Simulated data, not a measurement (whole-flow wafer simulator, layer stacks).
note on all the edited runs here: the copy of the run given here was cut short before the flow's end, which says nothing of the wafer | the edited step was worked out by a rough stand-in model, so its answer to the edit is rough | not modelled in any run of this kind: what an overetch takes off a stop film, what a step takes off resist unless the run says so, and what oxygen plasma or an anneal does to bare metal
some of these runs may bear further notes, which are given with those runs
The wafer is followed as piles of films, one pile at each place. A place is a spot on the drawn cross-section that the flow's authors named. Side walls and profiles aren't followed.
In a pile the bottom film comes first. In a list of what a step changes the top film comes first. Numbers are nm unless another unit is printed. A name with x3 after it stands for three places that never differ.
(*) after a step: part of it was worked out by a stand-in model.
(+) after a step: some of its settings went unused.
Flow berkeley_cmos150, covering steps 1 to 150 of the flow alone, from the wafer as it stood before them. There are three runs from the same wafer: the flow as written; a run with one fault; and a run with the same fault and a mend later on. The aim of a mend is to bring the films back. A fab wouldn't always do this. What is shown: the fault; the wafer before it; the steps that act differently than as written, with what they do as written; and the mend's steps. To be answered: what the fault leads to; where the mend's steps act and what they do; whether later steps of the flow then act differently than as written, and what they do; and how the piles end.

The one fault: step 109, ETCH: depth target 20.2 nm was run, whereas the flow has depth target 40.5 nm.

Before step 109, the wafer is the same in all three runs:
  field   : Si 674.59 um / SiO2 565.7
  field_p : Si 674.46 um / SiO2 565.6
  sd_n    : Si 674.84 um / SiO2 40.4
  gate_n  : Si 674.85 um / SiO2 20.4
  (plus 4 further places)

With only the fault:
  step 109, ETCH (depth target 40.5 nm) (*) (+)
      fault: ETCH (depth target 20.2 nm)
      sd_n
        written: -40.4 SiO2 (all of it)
        fault: -20.2 SiO2
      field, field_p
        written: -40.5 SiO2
        fault: -20.2 SiO2
  Steps further on in the flow that do not act as written (not shown: 13 more steps that differ only slightly, by at most 2% or 0.5 nm, whichever is larger):
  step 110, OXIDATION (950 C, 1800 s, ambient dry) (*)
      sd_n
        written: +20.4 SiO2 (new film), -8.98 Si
        fault: +12.7 SiO2, -5.59 Si
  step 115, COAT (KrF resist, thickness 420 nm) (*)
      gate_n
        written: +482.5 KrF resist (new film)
        fault: +492.5 KrF resist (new film)
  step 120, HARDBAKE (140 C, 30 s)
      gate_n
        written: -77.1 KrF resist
        fault: -78.8 KrF resist
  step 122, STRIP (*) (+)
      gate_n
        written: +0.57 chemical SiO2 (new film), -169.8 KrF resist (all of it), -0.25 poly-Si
        fault: +0.57 chemical SiO2 (new film), -178.2 KrF resist (all of it), -0.25 poly-Si
  The piles end different from the flow's at field, field_p, sd_n by more than 2% or 0.5 nm, whichever is larger.
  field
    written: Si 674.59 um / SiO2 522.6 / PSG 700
    fault: Si 674.59 um / SiO2 542.8 / PSG 700
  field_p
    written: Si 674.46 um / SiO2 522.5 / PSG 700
    fault: Si 674.46 um / SiO2 542.8 / PSG 700
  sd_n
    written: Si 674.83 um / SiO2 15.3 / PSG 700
    fault: Si 674.83 um / SiO2 27.8 / PSG 700

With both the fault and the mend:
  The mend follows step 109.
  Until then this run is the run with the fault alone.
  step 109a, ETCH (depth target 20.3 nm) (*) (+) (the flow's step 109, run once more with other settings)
      field, field_p
        -20.3 SiO2
      sd_n
        -20.2 SiO2 (all of it)
  Every later step of the flow that is run acts as written, at every place that is followed, to within 2% or 0.5 nm, whichever is larger.
  At every place that both follow, the piles at the end match the flow's.
